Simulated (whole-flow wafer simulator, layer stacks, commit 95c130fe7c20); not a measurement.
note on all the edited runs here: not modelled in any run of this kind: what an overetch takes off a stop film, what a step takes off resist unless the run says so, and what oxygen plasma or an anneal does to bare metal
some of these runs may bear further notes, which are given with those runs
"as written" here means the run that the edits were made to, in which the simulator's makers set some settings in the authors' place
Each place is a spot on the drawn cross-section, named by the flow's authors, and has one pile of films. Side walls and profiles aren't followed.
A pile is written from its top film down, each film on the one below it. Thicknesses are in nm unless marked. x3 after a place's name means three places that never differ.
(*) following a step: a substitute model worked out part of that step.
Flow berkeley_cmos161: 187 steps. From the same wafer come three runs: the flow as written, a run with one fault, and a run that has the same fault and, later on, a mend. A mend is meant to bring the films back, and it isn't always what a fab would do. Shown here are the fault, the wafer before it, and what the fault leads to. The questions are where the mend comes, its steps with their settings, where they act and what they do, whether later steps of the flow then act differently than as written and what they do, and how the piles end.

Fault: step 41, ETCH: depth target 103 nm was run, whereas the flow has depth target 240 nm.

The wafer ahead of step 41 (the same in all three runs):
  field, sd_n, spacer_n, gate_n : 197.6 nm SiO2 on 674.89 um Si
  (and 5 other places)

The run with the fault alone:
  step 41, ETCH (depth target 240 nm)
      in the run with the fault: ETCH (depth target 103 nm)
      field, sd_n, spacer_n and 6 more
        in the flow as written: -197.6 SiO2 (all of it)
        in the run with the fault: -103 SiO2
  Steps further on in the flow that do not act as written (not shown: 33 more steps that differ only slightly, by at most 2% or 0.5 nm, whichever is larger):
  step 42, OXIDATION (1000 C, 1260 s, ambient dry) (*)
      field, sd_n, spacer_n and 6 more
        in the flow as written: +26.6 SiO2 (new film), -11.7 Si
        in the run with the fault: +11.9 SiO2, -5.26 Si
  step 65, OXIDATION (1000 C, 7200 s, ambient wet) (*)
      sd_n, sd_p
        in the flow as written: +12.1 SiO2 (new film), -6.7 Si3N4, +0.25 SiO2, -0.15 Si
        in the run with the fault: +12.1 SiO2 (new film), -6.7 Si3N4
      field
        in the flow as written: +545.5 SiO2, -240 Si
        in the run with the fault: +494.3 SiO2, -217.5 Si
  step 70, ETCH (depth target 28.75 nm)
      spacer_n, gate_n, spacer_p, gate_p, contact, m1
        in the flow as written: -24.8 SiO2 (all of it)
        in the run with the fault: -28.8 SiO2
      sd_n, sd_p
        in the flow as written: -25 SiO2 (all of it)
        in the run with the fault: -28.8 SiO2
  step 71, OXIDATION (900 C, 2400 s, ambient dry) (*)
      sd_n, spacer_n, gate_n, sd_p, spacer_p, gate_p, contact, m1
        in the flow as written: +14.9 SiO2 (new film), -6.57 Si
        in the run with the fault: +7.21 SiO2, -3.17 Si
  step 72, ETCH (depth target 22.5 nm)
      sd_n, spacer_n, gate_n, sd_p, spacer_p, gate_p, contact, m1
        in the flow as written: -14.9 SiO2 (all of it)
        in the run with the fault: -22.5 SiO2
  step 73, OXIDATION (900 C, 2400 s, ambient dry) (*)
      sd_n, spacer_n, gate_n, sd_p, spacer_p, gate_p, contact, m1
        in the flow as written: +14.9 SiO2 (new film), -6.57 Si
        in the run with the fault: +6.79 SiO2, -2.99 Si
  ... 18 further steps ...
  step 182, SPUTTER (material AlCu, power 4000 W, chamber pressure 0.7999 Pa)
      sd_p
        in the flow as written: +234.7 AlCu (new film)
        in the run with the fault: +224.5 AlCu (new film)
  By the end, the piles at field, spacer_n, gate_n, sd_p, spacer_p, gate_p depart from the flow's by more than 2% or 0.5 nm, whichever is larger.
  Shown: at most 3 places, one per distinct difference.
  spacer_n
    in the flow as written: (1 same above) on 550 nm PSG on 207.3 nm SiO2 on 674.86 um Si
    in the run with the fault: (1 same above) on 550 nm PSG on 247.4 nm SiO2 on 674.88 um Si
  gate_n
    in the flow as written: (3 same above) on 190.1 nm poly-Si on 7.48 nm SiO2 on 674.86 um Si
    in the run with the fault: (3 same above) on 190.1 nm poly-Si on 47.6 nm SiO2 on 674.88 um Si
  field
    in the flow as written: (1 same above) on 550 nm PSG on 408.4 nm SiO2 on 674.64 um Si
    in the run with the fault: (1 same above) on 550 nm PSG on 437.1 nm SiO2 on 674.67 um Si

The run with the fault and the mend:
  After step 41 comes the mend.
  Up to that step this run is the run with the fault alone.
  step 41a, ETCH (depth target 137 nm) (a further turn of the flow's step 41, with different settings)
      field, sd_n, spacer_n and 6 more
        -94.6 SiO2 (all of it)
  Later steps of the flow that are run all act as written at every place that is followed.
  By the end, the piles equal the flow's at every place that both follow.
